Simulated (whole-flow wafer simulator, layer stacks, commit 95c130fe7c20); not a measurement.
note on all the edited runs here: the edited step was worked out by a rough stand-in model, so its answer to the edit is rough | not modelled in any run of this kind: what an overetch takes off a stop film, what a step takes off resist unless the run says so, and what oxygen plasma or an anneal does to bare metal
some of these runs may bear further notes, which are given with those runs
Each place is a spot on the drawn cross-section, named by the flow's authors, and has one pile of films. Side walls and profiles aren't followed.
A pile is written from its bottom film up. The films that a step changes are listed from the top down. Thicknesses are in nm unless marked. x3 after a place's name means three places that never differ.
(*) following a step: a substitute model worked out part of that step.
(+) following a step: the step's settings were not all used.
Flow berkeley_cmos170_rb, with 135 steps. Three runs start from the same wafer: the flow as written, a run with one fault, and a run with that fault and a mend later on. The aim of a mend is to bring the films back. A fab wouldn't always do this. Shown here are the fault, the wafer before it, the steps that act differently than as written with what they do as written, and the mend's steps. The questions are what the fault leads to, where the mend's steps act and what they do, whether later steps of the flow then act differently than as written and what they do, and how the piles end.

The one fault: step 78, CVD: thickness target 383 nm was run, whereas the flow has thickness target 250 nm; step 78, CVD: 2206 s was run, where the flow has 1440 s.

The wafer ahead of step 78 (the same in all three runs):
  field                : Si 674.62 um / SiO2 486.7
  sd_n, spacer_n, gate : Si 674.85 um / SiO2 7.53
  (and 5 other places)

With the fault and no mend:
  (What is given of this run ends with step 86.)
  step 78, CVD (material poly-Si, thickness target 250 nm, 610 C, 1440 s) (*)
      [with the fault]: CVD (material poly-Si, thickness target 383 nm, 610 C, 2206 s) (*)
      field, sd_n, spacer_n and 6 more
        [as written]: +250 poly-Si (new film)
        [with the fault]: +383 poly-Si (new film)
  Steps later in the flow that act otherwise than as written (not shown: 2 more steps that differ only slightly, by at most 2% or 0.5 nm, whichever is larger):
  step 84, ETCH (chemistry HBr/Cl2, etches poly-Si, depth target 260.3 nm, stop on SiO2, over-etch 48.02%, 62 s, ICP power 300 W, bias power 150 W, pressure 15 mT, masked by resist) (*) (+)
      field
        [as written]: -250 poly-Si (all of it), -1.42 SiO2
        [with the fault]: -383 poly-Si (all of it)
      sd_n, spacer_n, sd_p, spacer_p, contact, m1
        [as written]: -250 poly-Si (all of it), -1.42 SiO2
        [with the fault]: -383 poly-Si (all of it), -0.01 SiO2
  After step 86, at sd_n, spacer_n, gate, sd_p, spacer_p, gate_p, contact, m1, the piles differ from the flow's by more than 2% or 0.5 nm, whichever is larger.
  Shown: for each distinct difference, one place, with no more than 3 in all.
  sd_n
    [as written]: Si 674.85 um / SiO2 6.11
    [with the fault]: Si 674.85 um / SiO2 7.52
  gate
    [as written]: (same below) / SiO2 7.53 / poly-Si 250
    [with the fault]: (same below) / SiO2 7.53 / poly-Si 383

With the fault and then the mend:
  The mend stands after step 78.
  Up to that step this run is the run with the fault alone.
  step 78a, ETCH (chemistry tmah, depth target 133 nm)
      field, sd_n, spacer_n and 6 more
        -133 poly-Si
  Later steps of the flow that are run all act as written at every place that is followed.
  At every place that both follow, the piles at the end match the flow's.
